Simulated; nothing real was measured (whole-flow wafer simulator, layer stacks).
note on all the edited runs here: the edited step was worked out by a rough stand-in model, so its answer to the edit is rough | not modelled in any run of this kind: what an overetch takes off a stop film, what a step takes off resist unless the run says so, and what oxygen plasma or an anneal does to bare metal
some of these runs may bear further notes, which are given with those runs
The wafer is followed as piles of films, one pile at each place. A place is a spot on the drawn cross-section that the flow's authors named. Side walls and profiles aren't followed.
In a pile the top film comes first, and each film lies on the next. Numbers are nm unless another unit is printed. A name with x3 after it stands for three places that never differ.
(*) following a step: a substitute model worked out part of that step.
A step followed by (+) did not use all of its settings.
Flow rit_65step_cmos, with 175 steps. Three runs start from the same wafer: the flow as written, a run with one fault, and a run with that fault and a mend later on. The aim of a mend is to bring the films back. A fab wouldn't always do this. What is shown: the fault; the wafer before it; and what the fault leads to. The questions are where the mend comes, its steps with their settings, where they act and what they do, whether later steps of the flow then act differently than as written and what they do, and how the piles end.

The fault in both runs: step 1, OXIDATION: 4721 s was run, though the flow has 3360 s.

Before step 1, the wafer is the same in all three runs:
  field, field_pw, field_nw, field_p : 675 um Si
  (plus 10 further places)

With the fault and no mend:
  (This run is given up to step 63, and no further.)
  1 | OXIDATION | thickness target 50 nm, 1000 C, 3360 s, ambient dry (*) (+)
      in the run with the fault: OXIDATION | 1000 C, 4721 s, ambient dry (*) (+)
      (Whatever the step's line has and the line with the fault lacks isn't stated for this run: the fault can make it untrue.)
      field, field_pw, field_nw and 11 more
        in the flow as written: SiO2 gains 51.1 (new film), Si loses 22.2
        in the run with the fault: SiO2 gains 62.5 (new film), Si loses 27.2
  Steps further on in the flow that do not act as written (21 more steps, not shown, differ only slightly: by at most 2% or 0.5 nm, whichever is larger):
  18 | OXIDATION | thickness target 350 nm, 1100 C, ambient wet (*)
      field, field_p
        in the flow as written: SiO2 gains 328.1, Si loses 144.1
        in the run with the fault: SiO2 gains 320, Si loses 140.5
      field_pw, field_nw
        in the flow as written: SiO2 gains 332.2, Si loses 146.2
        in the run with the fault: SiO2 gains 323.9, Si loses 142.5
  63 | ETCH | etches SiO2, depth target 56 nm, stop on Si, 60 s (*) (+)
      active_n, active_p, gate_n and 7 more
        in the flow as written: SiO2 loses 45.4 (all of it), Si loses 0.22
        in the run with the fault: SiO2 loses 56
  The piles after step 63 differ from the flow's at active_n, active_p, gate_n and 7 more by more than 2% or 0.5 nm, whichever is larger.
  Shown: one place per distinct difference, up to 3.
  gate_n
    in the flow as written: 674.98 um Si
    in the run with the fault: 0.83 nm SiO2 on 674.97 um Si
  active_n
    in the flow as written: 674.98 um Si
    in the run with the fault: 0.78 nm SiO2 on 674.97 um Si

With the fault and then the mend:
  The mend stands after step 2.
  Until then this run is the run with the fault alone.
  2a | ETCH | depth target 72 nm, 21.5 C, 80 s
      field, field_pw, field_nw and 11 more
        SiO2 loses 62.5 (all of it)
  2b | CLEAN | chemistry SC2, 75 C, 600 s
      field, field_pw, field_nw and 11 more
        chemical SiO2 gains 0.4 (new film), Si loses 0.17
  2c | OXIDATION | 1000 C, 3360 s, ambient dry (*) (a further turn of the flow's step 1, with different settings)
      field, field_pw, field_nw and 11 more
        SiO2 gains 51 (new film), chemical SiO2 loses 0.4 (all of it), Si loses 22.3
  Steps further on in the flow that do not act as written (17 more steps, not shown, differ only slightly: by at most 2% or 0.5 nm, whichever is larger):
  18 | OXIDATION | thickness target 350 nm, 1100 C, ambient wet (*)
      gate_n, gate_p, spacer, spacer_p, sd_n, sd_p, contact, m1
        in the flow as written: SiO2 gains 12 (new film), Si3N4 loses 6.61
        in the run with the mend: SiO2 gains 12 (new film), Si3N4 loses 6.61, SiO2 gains 0.03
  When the end is reached, the piles differ only a little from the flow's at the places that both follow, at most by 2% or 0.5 nm, whichever is larger.
